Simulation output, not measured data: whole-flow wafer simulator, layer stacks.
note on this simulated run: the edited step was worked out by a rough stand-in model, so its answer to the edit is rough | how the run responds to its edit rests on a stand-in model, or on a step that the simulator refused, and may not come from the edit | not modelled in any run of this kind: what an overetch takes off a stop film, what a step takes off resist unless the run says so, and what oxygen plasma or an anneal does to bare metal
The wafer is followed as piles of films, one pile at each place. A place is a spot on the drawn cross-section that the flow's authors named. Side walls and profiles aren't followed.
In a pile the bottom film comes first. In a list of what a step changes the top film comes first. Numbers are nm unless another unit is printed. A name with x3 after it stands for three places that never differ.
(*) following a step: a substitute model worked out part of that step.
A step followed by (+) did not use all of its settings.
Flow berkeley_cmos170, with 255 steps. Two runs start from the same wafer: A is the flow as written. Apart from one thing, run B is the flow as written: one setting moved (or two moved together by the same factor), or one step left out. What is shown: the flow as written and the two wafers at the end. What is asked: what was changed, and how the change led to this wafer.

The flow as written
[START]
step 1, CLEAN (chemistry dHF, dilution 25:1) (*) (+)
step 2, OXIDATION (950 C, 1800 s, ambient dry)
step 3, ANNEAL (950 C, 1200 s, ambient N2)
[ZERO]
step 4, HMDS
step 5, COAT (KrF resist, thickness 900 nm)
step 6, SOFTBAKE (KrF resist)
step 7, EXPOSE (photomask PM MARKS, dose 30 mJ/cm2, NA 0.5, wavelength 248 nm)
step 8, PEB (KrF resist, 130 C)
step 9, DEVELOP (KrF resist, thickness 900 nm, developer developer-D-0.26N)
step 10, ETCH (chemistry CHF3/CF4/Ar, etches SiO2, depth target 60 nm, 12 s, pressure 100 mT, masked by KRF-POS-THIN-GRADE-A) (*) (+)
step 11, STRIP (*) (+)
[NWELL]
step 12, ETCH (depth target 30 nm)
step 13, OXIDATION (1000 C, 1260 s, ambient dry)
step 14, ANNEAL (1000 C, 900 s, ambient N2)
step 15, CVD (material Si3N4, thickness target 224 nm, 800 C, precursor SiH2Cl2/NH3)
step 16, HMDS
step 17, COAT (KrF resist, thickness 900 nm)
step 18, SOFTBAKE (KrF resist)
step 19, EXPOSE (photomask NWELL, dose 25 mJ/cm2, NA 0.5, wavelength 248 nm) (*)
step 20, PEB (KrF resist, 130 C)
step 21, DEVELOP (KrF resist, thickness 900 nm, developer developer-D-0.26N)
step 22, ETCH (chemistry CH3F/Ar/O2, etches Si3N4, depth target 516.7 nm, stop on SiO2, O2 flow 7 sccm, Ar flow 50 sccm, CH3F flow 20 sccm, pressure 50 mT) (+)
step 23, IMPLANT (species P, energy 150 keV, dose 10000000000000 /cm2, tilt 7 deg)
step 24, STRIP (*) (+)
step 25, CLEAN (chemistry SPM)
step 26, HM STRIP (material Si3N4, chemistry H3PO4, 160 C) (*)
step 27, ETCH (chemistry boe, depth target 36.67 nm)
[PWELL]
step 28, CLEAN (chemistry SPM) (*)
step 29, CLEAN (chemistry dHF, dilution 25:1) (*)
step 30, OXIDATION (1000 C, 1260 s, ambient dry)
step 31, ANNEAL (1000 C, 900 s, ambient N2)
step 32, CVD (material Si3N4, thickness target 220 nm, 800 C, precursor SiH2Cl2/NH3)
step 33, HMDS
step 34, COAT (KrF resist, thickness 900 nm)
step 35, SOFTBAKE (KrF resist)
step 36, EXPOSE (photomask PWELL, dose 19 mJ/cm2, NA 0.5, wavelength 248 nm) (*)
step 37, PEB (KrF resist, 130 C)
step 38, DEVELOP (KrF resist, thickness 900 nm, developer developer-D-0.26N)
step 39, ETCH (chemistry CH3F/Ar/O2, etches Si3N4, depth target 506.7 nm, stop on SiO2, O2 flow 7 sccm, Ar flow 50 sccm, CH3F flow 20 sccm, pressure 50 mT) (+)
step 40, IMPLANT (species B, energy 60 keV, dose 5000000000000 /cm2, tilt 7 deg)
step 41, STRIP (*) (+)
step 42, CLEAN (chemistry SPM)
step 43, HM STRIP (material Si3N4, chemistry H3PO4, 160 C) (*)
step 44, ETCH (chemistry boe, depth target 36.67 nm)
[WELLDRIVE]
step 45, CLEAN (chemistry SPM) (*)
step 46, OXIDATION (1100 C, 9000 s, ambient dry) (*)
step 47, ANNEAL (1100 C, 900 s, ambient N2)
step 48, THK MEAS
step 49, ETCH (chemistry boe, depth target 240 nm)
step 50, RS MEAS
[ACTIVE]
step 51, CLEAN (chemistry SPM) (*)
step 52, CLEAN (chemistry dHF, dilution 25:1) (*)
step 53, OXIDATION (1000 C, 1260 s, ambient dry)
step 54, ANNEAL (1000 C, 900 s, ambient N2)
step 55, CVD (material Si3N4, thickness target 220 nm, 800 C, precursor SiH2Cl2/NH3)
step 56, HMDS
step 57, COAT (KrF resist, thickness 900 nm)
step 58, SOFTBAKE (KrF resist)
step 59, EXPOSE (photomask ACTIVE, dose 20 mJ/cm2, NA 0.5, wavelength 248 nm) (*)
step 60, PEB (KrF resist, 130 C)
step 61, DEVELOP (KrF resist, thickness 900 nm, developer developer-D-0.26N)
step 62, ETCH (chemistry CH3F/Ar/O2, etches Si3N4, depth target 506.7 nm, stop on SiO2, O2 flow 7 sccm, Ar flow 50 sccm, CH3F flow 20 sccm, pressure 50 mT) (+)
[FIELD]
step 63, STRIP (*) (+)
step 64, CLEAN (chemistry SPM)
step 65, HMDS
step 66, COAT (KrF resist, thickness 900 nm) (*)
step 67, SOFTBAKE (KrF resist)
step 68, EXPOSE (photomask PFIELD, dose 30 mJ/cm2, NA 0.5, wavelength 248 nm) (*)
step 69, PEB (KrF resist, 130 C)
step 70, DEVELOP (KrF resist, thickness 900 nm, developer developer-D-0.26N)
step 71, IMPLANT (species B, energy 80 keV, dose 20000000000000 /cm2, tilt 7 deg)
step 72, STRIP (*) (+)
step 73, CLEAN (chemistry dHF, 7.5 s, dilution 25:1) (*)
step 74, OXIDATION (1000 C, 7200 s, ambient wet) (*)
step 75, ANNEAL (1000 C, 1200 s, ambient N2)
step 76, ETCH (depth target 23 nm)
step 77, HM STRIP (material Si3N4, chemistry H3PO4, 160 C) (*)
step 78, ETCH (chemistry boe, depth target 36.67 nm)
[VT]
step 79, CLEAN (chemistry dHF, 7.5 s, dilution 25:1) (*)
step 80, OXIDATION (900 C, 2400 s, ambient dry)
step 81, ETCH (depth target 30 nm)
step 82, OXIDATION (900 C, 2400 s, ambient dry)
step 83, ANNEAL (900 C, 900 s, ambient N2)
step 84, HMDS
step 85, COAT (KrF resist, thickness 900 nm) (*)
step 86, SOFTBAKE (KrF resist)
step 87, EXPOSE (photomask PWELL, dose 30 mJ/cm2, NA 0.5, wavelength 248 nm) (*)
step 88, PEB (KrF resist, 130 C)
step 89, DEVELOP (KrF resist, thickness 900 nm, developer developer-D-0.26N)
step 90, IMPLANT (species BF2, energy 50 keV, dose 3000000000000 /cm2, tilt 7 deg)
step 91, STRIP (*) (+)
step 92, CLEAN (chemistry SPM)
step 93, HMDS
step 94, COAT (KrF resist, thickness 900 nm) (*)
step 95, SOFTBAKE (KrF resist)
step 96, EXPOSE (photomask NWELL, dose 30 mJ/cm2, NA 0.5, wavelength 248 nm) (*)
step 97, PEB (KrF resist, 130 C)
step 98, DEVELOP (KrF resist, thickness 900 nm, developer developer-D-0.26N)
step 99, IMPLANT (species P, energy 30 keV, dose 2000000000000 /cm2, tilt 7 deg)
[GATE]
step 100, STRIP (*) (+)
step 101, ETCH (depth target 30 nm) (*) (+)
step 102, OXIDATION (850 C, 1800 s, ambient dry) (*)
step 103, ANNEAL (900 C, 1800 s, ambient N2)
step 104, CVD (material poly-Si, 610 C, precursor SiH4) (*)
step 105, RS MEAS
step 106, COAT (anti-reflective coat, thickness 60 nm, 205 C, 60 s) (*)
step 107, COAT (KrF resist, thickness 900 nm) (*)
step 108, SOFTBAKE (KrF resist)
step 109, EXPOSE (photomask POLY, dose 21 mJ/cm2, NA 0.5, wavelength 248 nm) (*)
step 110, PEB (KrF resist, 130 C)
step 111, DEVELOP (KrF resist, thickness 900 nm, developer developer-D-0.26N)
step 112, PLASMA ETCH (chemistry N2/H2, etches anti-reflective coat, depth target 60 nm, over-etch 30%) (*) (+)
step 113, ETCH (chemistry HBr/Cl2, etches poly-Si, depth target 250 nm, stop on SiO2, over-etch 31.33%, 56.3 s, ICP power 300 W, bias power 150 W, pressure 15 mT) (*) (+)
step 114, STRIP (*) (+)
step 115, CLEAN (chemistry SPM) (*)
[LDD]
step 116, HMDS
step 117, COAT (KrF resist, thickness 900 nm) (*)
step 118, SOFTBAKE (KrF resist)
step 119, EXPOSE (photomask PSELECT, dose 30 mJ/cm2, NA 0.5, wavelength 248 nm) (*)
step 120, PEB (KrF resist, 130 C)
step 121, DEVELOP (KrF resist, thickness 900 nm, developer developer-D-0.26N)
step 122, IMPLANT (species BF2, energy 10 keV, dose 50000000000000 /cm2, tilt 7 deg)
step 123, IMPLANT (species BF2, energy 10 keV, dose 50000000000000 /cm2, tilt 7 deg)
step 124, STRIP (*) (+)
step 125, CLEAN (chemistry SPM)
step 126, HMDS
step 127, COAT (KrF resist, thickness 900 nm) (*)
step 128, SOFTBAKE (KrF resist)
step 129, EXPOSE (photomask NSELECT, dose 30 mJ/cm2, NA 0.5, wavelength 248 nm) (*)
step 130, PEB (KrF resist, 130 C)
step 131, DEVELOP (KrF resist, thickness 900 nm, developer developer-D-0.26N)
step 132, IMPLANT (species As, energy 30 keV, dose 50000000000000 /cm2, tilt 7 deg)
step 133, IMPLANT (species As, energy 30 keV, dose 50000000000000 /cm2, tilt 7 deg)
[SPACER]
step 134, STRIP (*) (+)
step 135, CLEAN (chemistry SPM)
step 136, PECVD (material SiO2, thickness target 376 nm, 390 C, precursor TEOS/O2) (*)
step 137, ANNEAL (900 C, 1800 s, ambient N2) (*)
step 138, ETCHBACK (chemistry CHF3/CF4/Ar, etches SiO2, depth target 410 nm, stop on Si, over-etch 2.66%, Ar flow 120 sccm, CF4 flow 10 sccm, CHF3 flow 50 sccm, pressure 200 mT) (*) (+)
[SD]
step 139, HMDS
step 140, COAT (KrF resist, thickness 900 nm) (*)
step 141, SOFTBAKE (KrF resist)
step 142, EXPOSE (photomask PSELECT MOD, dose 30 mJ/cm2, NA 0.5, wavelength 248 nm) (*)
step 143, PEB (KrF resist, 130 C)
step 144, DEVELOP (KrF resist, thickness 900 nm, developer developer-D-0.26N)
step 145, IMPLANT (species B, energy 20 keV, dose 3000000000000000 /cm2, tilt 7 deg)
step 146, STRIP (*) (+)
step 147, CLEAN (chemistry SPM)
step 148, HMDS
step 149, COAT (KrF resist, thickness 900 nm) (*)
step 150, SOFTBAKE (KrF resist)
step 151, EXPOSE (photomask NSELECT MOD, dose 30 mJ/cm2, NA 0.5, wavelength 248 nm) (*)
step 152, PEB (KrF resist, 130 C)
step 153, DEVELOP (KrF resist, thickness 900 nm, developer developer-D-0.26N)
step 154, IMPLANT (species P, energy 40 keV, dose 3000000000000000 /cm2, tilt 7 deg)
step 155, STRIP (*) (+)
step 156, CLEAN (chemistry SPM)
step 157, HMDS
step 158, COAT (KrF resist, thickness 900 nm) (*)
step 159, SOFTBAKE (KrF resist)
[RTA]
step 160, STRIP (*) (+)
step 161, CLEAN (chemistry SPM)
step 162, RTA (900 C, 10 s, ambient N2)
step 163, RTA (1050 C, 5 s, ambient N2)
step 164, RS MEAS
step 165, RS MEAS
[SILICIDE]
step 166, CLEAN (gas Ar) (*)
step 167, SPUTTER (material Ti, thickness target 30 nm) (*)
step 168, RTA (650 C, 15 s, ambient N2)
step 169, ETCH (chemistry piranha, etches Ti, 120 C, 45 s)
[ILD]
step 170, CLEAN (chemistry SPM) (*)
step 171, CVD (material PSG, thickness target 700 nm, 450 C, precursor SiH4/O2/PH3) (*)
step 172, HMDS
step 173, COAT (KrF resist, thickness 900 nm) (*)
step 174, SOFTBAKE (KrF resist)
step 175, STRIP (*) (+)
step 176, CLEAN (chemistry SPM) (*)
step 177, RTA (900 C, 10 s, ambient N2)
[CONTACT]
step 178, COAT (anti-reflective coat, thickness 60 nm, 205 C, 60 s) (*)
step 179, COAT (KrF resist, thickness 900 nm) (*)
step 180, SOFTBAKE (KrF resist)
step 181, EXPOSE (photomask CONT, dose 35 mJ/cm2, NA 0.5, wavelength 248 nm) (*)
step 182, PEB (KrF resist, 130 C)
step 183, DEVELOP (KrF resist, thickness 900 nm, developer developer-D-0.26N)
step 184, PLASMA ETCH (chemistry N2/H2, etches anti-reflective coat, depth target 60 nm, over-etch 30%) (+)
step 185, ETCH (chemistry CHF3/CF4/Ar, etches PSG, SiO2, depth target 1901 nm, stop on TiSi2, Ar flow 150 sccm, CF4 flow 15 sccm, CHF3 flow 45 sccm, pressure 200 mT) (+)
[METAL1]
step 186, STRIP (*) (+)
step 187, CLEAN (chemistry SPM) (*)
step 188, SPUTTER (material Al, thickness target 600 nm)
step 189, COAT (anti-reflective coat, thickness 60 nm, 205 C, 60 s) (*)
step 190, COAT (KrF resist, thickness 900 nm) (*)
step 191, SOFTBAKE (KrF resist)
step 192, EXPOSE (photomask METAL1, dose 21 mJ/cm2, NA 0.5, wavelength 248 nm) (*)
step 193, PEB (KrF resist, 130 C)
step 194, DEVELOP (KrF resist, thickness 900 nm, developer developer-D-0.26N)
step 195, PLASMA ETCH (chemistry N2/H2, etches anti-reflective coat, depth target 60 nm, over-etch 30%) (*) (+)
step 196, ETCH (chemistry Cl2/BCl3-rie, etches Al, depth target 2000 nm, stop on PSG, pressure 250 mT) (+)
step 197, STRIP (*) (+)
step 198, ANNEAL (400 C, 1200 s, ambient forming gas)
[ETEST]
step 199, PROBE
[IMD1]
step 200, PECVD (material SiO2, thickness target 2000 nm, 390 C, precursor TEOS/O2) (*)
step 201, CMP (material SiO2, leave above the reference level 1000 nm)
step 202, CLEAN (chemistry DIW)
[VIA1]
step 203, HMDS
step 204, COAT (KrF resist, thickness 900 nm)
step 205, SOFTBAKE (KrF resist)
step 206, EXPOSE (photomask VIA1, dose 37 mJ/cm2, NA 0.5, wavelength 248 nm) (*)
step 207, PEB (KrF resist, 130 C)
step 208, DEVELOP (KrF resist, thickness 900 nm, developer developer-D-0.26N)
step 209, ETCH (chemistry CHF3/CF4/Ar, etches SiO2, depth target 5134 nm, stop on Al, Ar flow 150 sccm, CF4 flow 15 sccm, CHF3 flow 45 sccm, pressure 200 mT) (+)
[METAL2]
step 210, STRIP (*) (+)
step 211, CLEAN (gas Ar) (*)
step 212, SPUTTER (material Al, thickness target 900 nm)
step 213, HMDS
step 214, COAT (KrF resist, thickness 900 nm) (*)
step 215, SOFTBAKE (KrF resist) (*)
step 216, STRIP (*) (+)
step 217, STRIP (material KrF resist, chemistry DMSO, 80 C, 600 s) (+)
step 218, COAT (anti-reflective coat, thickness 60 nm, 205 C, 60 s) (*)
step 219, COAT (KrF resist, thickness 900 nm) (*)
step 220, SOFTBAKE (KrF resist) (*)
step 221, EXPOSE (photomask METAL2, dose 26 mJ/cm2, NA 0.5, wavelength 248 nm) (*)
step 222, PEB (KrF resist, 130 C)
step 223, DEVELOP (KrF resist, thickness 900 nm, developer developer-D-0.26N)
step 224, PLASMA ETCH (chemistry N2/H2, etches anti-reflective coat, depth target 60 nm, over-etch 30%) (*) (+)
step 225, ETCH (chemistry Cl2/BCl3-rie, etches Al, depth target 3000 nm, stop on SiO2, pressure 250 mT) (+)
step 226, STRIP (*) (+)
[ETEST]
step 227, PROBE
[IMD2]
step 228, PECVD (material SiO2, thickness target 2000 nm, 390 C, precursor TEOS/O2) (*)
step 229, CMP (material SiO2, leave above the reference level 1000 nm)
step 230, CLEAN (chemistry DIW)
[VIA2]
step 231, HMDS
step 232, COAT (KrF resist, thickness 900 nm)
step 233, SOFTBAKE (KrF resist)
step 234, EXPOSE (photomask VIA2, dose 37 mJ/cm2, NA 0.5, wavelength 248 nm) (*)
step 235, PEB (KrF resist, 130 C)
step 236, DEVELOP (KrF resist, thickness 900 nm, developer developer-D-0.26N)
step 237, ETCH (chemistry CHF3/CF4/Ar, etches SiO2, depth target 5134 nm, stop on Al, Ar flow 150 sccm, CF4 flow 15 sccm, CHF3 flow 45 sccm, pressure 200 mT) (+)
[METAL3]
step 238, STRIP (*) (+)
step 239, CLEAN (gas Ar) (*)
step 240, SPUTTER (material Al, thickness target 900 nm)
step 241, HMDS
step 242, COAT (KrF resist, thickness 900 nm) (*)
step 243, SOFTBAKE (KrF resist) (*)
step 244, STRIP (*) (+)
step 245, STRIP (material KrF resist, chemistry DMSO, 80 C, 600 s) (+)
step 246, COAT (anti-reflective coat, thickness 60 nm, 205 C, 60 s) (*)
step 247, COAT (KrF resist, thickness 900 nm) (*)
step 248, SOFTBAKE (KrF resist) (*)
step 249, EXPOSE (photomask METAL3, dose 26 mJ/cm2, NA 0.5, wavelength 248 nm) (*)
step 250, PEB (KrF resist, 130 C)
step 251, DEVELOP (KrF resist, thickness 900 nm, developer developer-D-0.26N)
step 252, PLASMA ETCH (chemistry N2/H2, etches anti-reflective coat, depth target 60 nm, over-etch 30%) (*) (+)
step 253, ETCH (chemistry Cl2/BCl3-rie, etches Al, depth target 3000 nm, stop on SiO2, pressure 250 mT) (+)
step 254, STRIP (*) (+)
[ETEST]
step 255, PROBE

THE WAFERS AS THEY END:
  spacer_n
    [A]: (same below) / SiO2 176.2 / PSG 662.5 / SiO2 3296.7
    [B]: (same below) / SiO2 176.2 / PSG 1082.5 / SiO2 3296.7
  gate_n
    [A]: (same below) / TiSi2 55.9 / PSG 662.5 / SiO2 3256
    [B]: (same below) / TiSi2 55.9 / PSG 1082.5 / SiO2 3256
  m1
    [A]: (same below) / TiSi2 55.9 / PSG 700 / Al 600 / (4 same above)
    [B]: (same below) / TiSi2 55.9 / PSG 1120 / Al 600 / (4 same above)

Cause: step 171, CVD: thickness target 1120 nm was run, whereas the flow has thickness target 700 nm.
The wafer lets one read it off: m1 has PSG 1120, and step 171 as written asks for 700 nm.

The path from the change to this, step by step:
  step 171, CVD (material PSG, thickness target 700 nm, 450 C, precursor SiH4/O2/PH3) (*)
      field, sd_n, spacer_n and 9 more: A +700 PSG (new film) | B +1120 PSG (new film)
  step 178, COAT (anti-reflective coat, thickness 60 nm, 205 C, 60 s) (*)
      field: A +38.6 anti-reflective coat (new film) | B +39.6 anti-reflective coat (new film)
      sd_n: A +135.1 anti-reflective coat (new film) | B +138.4 anti-reflective coat (new film)
      (and at 4 other places as well)
  step 184, PLASMA ETCH (chemistry N2/H2, etches anti-reflective coat, depth target 60 nm, over-etch 30%) (+)
      field, sd_n, spacer_n and 8 more: A -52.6 KrF resist | B -54.3 KrF resist
      contact: A -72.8 anti-reflective coat (all of it), -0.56 PSG | B -75.2 anti-reflective coat (all of it), -0.58 PSG
  step 185, ETCH (chemistry CHF3/CF4/Ar, etches PSG, SiO2, depth target 1901 nm, stop on TiSi2, Ar flow 150 sccm, CF4 flow 15 sccm, CHF3 flow 45 sccm, pressure 200 mT) (+)
      field, sd_n, spacer_n and 8 more: A -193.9 KrF resist | B -298.9 KrF resist
      contact: A -699.4 PSG (all of it), -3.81 TiSi2 | B -1119.4 PSG (all of it), -3.81 TiSi2
  step 186, STRIP (*) (+)
      field: A -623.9 KrF resist (all of it), -38.6 anti-reflective coat (all of it) | B -517.7 KrF resist (all of it), -39.6 anti-reflective coat (all of it)
      sd_n: A -643.8 KrF resist (all of it), -135.1 anti-reflective coat (all of it) | B -535.3 KrF resist (all of it), -138.4 anti-reflective coat (all of it)
      (and at 9 other places as well)
  step 188, SPUTTER (material Al, thickness target 600 nm)
      contact: A +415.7 Al (new film) | B +326.4 Al (new film)
  step 189, COAT (anti-reflective coat, thickness 60 nm, 205 C, 60 s) (*)
      sd_n: A +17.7 anti-reflective coat (new film) | B +5.35 anti-reflective coat (new film)
      gate_n: A +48 anti-reflective coat (new film) | B +49.1 anti-reflective coat (new film)
      (and at 3 other places as well)
  step 190, COAT (KrF resist, thickness 900 nm) (*)
      sd_n: A +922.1 KrF resist (new film) | B +885.7 KrF resist (new film)
      contact: A +1495.4 KrF resist (new film) | B +1815.4 KrF resist (new film)
  step 193, PEB (KrF resist, 130 C)
      contact: A -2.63 KrF resist | B -3.32 KrF resist
  step 194, DEVELOP (KrF resist, thickness 900 nm, developer developer-D-0.26N)
      sd_n: A -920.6 KrF resist (all of it) | B -884.3 KrF resist (all of it)
  step 195, PLASMA ETCH (chemistry N2/H2, etches anti-reflective coat, depth target 60 nm, over-etch 30%) (*) (+)
      sd_n: A -17.7 anti-reflective coat (all of it) | B -5.35 anti-reflective coat (all of it)
      gate_n: A -48 anti-reflective coat (all of it) | B -49.1 anti-reflective coat (all of it)
      (and at 1 other place as well)
  step 197, STRIP (*) (+)
      contact: A -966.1 KrF resist (all of it), -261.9 anti-reflective coat (all of it) | B -1284.8 KrF resist (all of it), -368.6 anti-reflective coat (all of it)
      via1: A -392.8 KrF resist (all of it), -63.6 anti-reflective coat (all of it) | B -383.2 KrF resist (all of it), -61.5 anti-reflective coat (all of it)
  step 200, PECVD (material SiO2, thickness target 2000 nm, 390 C, precursor TEOS/O2) (*)
      contact: A +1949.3 SiO2 (new film) | B +2759.9 SiO2 (new film)
  step 201, CMP (material SiO2, leave above the reference level 1000 nm)
      contact: A -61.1 SiO2 | B -362.4 SiO2
